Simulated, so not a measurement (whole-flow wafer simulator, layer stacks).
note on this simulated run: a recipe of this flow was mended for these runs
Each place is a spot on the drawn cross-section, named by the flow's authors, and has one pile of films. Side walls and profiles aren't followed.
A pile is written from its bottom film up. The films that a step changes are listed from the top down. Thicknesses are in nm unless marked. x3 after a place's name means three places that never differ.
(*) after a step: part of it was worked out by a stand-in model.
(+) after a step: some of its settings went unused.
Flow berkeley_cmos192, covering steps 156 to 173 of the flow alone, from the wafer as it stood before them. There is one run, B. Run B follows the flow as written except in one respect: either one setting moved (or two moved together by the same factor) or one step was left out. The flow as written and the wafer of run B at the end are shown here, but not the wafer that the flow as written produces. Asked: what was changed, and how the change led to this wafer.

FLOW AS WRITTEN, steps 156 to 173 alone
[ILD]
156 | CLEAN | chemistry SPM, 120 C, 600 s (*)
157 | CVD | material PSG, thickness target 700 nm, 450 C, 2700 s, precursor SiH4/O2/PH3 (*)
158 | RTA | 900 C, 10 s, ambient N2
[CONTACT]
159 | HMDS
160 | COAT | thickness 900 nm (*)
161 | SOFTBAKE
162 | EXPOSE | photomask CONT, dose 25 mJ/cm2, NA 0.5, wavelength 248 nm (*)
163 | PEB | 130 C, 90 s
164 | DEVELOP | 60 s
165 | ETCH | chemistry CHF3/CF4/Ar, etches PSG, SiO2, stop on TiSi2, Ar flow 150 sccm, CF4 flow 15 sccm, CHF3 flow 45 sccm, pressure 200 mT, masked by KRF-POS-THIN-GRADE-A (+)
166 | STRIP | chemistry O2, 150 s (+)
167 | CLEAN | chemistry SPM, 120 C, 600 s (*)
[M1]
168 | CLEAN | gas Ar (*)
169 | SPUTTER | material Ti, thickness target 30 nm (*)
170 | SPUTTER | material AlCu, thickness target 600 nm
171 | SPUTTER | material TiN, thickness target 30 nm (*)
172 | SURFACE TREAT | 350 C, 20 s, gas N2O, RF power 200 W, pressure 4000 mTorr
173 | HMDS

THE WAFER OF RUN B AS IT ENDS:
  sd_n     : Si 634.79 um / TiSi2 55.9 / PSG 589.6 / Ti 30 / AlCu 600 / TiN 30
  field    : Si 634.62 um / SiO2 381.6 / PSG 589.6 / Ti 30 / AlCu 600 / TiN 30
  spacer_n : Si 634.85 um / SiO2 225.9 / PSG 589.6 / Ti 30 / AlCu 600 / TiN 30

What caused this: step 157, CVD: thickness target 595 nm was run, though the flow has thickness target 700 nm; step 157, CVD: 2295 s was run, where the flow has 2700 s.

Step by step, how the change led to this:
  157 | CVD | material PSG, thickness target 700 nm, 450 C, 2700 s, precursor SiH4/O2/PH3 (*)
      field, sd_n, spacer_n, gate, spacer_p, gate_p, contact, m1: +595 PSG (new film) (it would be, as written: +700 PSG (new film))
      sd_p: +569.1 PSG (new film) (it would be, as written: +668 PSG (new film))
  165 | ETCH | chemistry CHF3/CF4/Ar, etches PSG, SiO2, stop on TiSi2, Ar flow 150 sccm, CF4 flow 15 sccm, CHF3 flow 45 sccm, pressure 200 mT, masked by KRF-POS-THIN-GRADE-A (+)
      field, sd_n, spacer_n, gate, sd_p, spacer_p, gate_p, m1: -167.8 KrF-resist (it would be, as written: -194.1 KrF-resist)
      contact: -595 PSG (all of it), -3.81 TiSi2 (it would be, as written: -700 PSG (all of it), -3.81 TiSi2)
  166 | STRIP | chemistry O2, 150 s (+)
      field: -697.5 KrF-resist (all of it) (it would be, as written: -672.6 KrF-resist (all of it))
      sd_n: -810.1 KrF-resist (all of it) (it would be, as written: -784.4 KrF-resist (all of it))
      (and at 6 other places as well)
  169 | SPUTTER | material Ti, thickness target 30 nm (*)
      contact: +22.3 Ti (new film) (it would be, as written: +21.1 Ti (new film))
  170 | SPUTTER | material AlCu, thickness target 600 nm
      contact: +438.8 AlCu (new film) (it would be, as written: +411.7 AlCu (new film))
  171 | SPUTTER | material TiN, thickness target 30 nm (*)
      contact: +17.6 TiN (new film) (it would be, as written: +16 TiN (new film))
